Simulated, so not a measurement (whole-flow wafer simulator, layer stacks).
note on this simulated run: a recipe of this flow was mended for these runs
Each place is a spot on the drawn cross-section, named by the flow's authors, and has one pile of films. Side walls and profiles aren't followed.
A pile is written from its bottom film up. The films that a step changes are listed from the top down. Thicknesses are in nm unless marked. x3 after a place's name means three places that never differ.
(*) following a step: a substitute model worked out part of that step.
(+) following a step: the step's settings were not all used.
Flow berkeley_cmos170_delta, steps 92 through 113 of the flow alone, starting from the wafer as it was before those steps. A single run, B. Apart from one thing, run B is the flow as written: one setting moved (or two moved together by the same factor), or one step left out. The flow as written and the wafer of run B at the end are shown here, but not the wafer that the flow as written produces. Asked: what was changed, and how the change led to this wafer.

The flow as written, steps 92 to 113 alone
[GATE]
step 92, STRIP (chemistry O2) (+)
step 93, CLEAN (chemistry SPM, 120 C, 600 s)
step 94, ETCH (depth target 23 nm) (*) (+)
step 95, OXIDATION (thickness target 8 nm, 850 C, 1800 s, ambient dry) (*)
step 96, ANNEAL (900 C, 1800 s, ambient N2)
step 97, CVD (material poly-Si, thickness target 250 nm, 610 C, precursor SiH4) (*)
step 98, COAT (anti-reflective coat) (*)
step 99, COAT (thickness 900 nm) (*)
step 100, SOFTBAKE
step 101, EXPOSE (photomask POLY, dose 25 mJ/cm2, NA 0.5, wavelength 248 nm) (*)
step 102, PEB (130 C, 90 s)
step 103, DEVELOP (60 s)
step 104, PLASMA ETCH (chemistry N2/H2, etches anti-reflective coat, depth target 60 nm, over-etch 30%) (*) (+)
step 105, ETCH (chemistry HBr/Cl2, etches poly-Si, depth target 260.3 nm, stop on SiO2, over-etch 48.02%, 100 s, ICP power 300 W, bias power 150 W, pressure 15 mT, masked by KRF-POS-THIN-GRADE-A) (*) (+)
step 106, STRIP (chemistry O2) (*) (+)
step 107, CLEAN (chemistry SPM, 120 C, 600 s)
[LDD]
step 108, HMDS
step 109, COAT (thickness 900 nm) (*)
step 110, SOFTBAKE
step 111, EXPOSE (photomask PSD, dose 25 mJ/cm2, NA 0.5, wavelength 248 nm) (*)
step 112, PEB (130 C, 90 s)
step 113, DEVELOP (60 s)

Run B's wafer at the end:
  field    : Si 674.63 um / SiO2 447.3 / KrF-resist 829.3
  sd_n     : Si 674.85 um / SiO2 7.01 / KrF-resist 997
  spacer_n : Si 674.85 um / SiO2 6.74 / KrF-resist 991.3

The reason: step 95, OXIDATION: thickness target 9.92 nm was run, while the flow as written has thickness target 8 nm; step 95, OXIDATION: 2232 s was run, where the flow has 1800 s.

How this came from the change, step by step:
  step 95, OXIDATION (thickness target 8 nm, 850 C, 1800 s, ambient dry) (*)
      sd_n, spacer_n, gate, sd_p, spacer_p, gate_p, contact, m1: SiO2 gains 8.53 (new film), Si loses 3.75 (it would be, as written: SiO2 gains 7.48 (new film), Si loses 3.29)
